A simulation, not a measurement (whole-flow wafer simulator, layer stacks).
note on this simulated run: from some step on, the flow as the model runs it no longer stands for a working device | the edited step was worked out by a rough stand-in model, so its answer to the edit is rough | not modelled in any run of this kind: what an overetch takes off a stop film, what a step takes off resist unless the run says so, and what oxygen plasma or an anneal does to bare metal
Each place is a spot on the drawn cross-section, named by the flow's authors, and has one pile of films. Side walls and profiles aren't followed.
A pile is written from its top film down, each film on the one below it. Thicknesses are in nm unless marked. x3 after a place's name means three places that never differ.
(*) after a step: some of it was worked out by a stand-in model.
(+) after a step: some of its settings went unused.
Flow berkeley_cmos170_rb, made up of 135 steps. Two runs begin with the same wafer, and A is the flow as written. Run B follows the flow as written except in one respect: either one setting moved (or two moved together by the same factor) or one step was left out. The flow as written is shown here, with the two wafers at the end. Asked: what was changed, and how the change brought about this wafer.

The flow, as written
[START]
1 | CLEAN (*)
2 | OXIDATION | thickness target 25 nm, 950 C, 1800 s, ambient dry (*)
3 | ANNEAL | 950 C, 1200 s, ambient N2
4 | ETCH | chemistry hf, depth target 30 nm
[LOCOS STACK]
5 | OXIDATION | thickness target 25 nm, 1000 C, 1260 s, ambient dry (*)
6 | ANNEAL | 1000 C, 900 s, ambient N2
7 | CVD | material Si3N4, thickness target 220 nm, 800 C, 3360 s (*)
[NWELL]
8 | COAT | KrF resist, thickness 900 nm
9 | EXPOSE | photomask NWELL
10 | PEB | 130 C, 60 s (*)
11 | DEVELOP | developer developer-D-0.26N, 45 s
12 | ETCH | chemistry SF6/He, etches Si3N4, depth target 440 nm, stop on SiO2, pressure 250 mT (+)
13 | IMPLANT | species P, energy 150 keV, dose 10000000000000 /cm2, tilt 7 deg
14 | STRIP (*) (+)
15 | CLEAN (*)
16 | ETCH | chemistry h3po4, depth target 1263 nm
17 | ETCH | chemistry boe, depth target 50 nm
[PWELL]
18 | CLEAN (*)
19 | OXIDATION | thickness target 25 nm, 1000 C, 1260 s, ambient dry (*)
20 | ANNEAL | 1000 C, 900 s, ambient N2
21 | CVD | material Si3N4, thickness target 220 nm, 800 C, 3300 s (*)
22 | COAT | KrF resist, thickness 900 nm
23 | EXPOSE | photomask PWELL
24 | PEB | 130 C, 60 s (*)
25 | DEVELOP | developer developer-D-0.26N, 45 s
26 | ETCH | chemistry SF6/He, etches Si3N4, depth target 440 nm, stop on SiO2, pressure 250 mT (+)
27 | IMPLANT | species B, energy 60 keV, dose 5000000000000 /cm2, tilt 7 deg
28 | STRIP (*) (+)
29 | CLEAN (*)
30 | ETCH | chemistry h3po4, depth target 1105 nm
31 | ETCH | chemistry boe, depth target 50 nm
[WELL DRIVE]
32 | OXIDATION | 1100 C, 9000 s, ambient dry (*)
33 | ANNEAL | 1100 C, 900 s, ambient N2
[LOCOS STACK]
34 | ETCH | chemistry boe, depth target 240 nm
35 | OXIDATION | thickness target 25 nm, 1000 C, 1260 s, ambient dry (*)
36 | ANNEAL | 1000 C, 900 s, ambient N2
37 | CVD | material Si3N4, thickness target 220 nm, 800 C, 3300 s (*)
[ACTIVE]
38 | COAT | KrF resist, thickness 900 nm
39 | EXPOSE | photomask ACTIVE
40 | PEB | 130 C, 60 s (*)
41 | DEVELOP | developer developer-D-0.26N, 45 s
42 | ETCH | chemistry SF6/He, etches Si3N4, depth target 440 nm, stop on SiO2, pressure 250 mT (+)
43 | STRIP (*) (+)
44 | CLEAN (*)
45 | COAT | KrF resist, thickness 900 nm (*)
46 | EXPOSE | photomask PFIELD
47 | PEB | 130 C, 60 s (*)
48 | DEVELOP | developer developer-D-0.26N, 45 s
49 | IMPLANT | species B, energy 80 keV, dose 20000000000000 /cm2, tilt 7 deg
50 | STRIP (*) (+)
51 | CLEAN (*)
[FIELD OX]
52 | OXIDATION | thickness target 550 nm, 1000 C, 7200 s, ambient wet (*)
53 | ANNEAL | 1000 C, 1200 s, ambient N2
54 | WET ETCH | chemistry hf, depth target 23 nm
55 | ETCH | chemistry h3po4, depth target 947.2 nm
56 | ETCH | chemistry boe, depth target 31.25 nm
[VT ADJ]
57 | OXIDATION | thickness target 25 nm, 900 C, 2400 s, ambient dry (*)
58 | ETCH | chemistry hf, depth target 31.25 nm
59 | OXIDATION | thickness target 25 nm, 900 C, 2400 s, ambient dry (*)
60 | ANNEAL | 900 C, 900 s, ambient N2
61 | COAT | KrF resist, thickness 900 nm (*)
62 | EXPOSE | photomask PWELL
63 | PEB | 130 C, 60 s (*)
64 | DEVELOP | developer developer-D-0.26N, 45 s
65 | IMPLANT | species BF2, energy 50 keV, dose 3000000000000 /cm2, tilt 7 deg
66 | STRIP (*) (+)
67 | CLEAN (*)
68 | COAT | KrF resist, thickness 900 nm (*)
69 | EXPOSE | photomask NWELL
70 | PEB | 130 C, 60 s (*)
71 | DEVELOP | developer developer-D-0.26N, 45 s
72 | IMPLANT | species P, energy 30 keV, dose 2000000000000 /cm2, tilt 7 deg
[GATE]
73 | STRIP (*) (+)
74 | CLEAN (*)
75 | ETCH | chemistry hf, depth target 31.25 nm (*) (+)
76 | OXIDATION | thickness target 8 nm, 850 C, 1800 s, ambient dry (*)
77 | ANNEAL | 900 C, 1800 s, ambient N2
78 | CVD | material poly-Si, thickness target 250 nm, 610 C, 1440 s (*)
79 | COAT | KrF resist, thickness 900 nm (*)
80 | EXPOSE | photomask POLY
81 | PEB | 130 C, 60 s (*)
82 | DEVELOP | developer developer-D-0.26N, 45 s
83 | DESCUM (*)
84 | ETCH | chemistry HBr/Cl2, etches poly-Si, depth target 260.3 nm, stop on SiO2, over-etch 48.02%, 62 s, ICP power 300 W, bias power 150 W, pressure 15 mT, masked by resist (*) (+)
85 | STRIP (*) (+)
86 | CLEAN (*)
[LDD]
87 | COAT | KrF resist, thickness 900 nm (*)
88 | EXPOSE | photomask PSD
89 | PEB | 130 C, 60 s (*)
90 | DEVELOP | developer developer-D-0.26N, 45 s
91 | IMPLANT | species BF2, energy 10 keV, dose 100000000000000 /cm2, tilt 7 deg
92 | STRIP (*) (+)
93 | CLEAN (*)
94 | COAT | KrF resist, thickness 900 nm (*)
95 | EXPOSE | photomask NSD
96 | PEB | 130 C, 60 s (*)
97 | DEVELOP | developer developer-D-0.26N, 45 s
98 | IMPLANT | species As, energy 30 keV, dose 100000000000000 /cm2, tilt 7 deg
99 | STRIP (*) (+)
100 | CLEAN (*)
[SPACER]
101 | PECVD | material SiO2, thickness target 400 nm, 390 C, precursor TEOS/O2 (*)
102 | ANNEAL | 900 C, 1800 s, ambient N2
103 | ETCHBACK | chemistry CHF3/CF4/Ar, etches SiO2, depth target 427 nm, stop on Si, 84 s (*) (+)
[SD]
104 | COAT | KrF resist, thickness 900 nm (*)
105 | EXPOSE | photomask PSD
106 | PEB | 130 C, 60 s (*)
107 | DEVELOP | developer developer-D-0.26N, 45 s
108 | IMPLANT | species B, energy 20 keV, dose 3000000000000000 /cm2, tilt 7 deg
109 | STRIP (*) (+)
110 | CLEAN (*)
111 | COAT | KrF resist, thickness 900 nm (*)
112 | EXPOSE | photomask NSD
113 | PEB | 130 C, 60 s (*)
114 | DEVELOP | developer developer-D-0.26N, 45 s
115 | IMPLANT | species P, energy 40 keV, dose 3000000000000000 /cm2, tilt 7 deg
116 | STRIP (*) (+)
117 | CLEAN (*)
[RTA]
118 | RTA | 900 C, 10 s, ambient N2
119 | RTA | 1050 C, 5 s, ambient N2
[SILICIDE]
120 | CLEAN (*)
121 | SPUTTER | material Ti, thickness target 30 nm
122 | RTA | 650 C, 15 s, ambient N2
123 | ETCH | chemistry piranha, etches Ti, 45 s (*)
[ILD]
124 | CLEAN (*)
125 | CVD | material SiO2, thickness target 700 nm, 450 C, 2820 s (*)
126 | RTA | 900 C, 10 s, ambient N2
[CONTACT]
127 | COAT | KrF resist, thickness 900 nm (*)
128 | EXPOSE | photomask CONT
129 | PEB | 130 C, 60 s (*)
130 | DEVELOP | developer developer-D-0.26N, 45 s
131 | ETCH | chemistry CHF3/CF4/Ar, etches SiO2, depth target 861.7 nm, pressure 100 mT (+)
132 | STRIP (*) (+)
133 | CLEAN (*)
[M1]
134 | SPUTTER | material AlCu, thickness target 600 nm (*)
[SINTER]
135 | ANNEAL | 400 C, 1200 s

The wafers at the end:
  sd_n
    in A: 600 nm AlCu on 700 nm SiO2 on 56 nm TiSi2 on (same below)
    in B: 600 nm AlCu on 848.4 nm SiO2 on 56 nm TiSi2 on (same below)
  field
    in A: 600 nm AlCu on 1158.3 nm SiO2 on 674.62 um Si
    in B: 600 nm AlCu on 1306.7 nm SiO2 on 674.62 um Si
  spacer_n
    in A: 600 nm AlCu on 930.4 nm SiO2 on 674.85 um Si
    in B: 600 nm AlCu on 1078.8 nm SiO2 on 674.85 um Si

The reason: step 125, CVD: thickness target 848.4 nm was run, whereas the flow has thickness target 700 nm; step 125, CVD: 3418 s was run, where the flow has 2820 s.
The wafer lets one read it off: sd_n has SiO2 848.4, and step 125 as written asks for 700 nm.

The path from the change to this, step by step:
  125 | CVD | material SiO2, thickness target 700 nm, 450 C, 2820 s (*)
      sd_n, gate, sd_p, gate_p, contact, m1: A +700 SiO2 (new film) | B +848.4 SiO2 (new film)
      field, spacer_n, spacer_p: A +700 SiO2 | B +848.4 SiO2
  131 | ETCH | chemistry CHF3/CF4/Ar, etches SiO2, depth target 861.7 nm, pressure 100 mT (+)
      contact: A -700 SiO2 (all of it), -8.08 TiSi2 | B -848.4 SiO2 (all of it), -0.66 TiSi2
  134 | SPUTTER | material AlCu, thickness target 600 nm (*)
      contact: A +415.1 AlCu (new film) | B +382.2 AlCu (new film)
